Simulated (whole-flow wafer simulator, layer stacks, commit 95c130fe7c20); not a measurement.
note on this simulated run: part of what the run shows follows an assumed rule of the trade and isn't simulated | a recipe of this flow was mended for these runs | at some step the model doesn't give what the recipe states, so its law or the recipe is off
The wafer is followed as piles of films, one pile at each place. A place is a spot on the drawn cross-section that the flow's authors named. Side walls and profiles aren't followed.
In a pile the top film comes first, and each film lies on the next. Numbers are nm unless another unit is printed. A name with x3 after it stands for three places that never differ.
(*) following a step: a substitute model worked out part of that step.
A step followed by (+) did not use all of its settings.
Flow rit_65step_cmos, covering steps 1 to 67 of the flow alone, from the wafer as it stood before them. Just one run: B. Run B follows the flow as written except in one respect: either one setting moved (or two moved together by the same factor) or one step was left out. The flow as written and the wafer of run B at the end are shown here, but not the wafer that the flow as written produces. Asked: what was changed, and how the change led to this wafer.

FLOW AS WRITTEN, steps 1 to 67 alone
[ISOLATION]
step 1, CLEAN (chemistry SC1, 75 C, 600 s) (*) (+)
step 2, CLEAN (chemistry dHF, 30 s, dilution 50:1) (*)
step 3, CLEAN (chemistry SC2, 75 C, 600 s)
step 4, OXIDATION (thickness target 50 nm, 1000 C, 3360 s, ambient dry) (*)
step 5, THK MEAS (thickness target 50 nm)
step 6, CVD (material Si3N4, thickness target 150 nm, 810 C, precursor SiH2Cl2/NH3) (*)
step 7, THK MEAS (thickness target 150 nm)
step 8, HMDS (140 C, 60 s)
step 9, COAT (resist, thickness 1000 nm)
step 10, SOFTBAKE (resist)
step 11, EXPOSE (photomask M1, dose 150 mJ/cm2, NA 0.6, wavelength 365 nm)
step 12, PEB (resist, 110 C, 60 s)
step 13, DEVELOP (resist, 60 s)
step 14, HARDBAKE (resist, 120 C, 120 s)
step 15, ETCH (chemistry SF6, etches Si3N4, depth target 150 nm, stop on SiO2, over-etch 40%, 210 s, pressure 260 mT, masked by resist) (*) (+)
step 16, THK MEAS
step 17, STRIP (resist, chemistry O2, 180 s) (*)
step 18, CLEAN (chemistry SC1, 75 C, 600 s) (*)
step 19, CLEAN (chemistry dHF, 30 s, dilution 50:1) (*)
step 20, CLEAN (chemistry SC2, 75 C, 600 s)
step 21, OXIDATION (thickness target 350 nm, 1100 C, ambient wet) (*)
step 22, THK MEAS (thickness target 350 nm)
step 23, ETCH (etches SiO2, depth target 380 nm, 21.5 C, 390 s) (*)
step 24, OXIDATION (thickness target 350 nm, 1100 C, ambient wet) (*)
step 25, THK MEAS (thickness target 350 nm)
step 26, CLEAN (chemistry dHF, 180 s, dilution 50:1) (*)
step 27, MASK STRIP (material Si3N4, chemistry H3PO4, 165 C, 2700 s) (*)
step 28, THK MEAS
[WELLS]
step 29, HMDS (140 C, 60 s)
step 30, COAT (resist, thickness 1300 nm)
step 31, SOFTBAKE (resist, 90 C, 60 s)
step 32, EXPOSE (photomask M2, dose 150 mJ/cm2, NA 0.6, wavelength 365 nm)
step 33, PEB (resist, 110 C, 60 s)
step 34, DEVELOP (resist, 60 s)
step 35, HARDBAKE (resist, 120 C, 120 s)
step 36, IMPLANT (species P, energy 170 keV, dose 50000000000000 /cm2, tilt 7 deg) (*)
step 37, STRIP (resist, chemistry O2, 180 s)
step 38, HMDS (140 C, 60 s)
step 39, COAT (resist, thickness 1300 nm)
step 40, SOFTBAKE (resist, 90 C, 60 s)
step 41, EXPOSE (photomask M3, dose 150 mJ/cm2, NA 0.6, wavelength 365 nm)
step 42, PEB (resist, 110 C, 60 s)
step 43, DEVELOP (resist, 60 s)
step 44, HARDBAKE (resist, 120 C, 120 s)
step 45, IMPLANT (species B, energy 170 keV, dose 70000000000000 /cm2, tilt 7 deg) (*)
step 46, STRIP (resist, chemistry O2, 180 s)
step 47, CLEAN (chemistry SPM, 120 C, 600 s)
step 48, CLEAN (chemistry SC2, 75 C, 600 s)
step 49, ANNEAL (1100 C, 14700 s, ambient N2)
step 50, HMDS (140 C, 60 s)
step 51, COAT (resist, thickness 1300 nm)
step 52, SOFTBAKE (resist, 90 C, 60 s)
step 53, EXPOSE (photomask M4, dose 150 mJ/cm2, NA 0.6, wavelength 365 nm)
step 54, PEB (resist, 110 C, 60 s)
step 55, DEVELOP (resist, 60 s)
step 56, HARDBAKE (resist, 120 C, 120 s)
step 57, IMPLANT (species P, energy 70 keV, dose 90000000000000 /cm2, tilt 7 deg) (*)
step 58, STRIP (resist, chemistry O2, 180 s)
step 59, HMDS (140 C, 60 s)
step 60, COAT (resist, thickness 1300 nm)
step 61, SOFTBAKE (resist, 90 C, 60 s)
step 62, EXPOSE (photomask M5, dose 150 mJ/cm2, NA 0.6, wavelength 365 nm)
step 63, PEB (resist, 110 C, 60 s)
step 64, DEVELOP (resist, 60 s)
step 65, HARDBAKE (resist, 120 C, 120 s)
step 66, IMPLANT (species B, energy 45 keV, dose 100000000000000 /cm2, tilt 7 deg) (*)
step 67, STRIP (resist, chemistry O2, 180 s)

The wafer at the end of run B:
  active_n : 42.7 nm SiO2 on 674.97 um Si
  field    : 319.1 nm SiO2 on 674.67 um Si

The reason: step 27, MASK STRIP: 169 C was run, whereas the flow has 165 C.

How this came from the change, step by step:
  step 27, MASK STRIP (material Si3N4, chemistry H3PO4, 165 C, 2700 s) (*)
      active_n, active_p, gate_n and 7 more: -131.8 Si3N4 (all of it), -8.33 SiO2 (in the flow as written it would be: -131.8 Si3N4 (all of it), -5.64 SiO2)
      field, field_pw, field_nw, field_p: -14.2 SiO2 (in the flow as written it would be: -10.7 SiO2)
